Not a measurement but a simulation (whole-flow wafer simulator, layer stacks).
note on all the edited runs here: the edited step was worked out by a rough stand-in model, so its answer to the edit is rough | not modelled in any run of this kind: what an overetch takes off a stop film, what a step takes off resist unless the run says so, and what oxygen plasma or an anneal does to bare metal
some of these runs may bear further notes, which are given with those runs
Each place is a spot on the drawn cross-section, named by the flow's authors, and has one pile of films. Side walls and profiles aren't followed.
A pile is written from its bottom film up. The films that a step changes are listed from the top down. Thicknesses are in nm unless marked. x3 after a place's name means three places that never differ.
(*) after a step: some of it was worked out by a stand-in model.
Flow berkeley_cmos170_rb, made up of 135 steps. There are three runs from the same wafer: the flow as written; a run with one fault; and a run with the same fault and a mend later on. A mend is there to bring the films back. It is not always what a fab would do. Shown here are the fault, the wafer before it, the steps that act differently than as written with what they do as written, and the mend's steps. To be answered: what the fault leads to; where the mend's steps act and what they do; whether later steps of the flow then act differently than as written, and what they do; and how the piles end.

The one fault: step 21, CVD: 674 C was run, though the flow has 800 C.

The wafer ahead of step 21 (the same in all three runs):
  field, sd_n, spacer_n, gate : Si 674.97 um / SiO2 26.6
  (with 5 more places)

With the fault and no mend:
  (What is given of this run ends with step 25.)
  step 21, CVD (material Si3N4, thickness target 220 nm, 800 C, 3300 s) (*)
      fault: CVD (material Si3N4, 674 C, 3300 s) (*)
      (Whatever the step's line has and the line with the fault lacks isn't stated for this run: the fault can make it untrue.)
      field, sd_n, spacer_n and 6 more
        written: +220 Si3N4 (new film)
        fault: +19.9 Si3N4 (new film)
  Later steps of the flow up to step 25 that are run all act as written at every place that is followed.
  Once step 25 is done, the piles at field, sd_n, spacer_n and 6 more depart from the flow's by more than 2% or 0.5 nm, whichever is larger.
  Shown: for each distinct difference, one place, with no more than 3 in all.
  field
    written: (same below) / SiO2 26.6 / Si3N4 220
    fault: (same below) / SiO2 26.6 / Si3N4 19.9
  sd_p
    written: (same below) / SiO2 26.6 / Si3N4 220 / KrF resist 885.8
    fault: (same below) / SiO2 26.6 / Si3N4 19.9 / KrF resist 885.8

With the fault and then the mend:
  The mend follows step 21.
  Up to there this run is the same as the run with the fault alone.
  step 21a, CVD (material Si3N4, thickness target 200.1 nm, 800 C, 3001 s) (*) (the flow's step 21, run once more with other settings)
      field, sd_n, spacer_n and 6 more
        +200.1 Si3N4
  Later steps of the flow that are run all act as written at every place that is followed.
  By the end, the piles equal the flow's at every place that both follow.
